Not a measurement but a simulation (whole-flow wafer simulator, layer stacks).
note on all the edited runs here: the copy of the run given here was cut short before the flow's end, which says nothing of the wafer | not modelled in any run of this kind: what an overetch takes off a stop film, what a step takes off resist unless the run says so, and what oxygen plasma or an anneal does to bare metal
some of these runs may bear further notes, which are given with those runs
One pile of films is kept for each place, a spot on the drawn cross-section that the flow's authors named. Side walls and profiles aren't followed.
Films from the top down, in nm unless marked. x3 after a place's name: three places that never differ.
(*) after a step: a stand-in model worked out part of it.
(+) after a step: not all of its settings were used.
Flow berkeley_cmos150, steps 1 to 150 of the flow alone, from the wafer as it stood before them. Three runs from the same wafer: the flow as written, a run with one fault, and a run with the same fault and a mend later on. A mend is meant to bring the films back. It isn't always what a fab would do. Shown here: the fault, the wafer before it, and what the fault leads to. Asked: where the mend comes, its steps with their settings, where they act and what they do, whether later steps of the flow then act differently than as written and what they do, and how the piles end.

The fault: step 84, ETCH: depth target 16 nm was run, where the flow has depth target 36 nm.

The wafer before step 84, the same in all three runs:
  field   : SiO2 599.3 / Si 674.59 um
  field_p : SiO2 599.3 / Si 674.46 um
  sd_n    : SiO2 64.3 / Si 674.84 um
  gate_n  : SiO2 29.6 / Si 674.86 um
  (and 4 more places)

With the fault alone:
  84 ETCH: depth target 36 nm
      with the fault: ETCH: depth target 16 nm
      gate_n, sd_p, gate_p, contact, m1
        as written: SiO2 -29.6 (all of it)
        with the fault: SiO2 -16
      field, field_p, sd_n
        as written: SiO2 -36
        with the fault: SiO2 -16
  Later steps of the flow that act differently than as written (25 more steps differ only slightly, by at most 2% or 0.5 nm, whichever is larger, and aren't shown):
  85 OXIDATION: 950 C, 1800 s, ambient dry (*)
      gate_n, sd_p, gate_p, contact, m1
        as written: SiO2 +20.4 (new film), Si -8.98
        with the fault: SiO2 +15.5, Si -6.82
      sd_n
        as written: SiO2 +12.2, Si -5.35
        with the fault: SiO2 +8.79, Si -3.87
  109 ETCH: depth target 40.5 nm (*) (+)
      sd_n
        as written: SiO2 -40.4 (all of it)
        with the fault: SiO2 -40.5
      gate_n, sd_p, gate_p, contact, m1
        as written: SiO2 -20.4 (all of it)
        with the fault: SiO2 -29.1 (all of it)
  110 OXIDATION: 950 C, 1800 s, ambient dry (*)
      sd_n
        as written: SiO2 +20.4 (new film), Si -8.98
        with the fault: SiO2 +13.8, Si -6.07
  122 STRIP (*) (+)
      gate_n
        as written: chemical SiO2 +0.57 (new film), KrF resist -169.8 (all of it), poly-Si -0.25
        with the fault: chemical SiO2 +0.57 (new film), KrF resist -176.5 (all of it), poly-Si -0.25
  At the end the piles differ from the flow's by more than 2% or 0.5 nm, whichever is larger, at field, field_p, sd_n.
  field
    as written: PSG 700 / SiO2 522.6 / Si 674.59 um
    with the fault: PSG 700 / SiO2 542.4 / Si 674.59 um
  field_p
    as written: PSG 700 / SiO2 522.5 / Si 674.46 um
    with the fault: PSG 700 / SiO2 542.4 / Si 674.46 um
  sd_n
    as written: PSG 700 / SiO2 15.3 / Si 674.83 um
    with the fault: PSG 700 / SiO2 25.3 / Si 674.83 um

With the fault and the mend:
  The mend comes after step 84.
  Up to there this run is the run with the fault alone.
  84a ETCH: depth target 20 nm (the flow's step 84 once more, with other settings)
      gate_n, sd_p, gate_p, contact, m1
        SiO2 -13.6 (all of it)
      field, field_p, sd_n
        SiO2 -20
  No later step of the flow acts differently than as written at any place that is followed.
  At the end the piles are the same as the flow's at every place that both follow.
